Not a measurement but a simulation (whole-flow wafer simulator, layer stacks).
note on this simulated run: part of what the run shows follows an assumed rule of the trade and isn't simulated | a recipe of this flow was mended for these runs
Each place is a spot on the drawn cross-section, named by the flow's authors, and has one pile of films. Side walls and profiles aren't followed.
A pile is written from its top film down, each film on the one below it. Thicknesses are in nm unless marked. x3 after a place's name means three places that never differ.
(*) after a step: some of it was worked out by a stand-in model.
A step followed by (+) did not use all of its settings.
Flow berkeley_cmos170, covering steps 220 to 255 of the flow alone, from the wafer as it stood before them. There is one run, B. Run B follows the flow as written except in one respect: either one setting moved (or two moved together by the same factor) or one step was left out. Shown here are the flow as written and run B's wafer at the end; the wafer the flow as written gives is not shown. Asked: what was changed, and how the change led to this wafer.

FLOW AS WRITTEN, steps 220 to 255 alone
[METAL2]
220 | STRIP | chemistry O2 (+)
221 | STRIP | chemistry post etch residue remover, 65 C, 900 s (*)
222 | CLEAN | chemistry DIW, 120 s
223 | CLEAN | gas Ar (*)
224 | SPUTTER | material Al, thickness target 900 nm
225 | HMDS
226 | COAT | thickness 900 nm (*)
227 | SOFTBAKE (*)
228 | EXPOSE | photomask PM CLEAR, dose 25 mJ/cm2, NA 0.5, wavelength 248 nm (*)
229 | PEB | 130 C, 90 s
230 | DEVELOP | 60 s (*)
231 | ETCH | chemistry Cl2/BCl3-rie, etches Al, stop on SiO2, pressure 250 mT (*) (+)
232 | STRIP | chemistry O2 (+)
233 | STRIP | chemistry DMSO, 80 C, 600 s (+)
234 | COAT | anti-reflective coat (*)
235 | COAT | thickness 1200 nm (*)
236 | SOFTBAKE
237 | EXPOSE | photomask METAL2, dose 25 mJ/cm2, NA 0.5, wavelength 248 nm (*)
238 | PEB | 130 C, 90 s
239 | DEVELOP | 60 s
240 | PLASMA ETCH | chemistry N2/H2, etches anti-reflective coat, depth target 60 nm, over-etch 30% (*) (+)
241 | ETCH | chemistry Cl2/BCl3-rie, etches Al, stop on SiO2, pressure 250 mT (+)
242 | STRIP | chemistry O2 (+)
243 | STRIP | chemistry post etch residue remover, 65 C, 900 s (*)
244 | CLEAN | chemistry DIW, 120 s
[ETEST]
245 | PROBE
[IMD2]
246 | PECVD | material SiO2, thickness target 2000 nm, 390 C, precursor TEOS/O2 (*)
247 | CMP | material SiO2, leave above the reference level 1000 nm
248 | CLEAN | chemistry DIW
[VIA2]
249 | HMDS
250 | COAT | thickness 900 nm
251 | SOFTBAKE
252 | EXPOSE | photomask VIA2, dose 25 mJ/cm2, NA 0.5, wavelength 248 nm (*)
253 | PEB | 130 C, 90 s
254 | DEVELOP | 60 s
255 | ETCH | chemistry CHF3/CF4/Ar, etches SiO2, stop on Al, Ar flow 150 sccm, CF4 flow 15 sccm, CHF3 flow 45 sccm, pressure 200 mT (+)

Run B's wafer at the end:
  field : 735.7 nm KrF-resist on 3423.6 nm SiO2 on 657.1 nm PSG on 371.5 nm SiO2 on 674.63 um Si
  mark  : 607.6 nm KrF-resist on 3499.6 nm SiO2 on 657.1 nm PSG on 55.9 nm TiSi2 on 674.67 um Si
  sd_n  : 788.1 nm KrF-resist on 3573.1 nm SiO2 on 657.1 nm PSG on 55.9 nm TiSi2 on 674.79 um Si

What caused this: step 224, SPUTTER: thickness target 1395 nm was run, though the flow has thickness target 900 nm.

The path from the change to this, step by step:
  224 | SPUTTER | material Al, thickness target 900 nm
      field, mark, sd_n and 9 more: +1395 Al (new film) (as written it would have been: +900 Al (new film))
      via1: +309 Al (as written it would have been: +259.4 Al)
  226 | COAT | thickness 900 nm (*)
      via1: +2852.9 KrF-resist (new film) (as written it would have been: +2428.6 KrF-resist (new film))
  229 | PEB | 130 C, 90 s
      via1: -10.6 KrF-resist (as written it would have been: -7.55 KrF-resist)
  231 | ETCH | chemistry Cl2/BCl3-rie, etches Al, stop on SiO2, pressure 250 mT (*) (+)
      field, sd_n, spacer_n and 9 more: -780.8 KrF-resist (as written it would have been: -533.3 KrF-resist)
      mark: -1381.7 Al (all of it), -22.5 SiO2 (as written it would have been: -886.7 Al (all of it), -22.5 SiO2)
  232 | STRIP | chemistry O2 (+)
      spacer_n, gate_n: -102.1 KrF-resist (all of it) (as written it would have been: -349.7 KrF-resist (all of it))
      spacer_p, gate_p: -101.9 KrF-resist (all of it) (as written it would have been: -349.4 KrF-resist (all of it))
      (and at 8 other places as well)
  234 | COAT | anti-reflective coat (*)
      via1: +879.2 anti-reflective coat (new film) (as written it would have been: +671.1 anti-reflective coat (new film))
  235 | COAT | thickness 1200 nm (*)
      m1: +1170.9 KrF-resist (new film) (as written it would have been: +1209.1 KrF-resist (new film))
      via1: +2376 KrF-resist (new film) (as written it would have been: +2189 KrF-resist (new film))
      (and at 1 other place as well)
  238 | PEB | 130 C, 90 s
      via1: -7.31 KrF-resist (as written it would have been: -6.08 KrF-resist)
  241 | ETCH | chemistry Cl2/BCl3-rie, etches Al, stop on SiO2, pressure 250 mT (+)
      field, sd_n, spacer_n, gate_n, sd_p, spacer_p, gate_p: -1395 Al (all of it), -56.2 SiO2 (as written it would have been: -900 Al (all of it), -56.2 SiO2)
      contact, m1, via1, m2, via2: -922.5 KrF-resist (as written it would have been: -675 KrF-resist)
      (and at 1 other place as well)
  242 | STRIP | chemistry O2 (+)
      contact: -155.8 KrF-resist (all of it), -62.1 anti-reflective coat (all of it) (as written it would have been: -412 KrF-resist (all of it), -62.1 anti-reflective coat (all of it))
      m1: -147.8 KrF-resist (all of it), -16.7 anti-reflective coat (all of it) (as written it would have been: -433.1 KrF-resist (all of it), -16.6 anti-reflective coat (all of it))
      (and at 3 other places as well)
  246 | PECVD | material SiO2, thickness target 2000 nm, 390 C, precursor TEOS/O2 (*)
      via1: +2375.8 SiO2 (new film), +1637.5 void (new film), +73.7 SiO2 (new film) (as written it would have been: +3103.6 SiO2 (new film), +387 void (new film), +151 SiO2 (new film))
  247 | CMP | material SiO2, leave above the reference level 1000 nm
      field, sd_n, spacer_n, gate_n, sd_p, spacer_p, gate_p: nothing (as written it would have been: -46.6 SiO2)
  250 | COAT | thickness 900 nm
      field: +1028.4 KrF-resist (new film) (as written it would have been: +900 KrF-resist (new film))
      sd_n: +1080.9 KrF-resist (new film) (as written it would have been: +900 KrF-resist (new film))
      (and at 7 other places as well)
  253 | PEB | 130 C, 90 s
      m2: -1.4 KrF-resist (as written it would have been: -2 KrF-resist)
  254 | DEVELOP | 60 s
      via2: -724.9 KrF-resist (all of it) (as written it would have been: -898 KrF-resist (all of it))
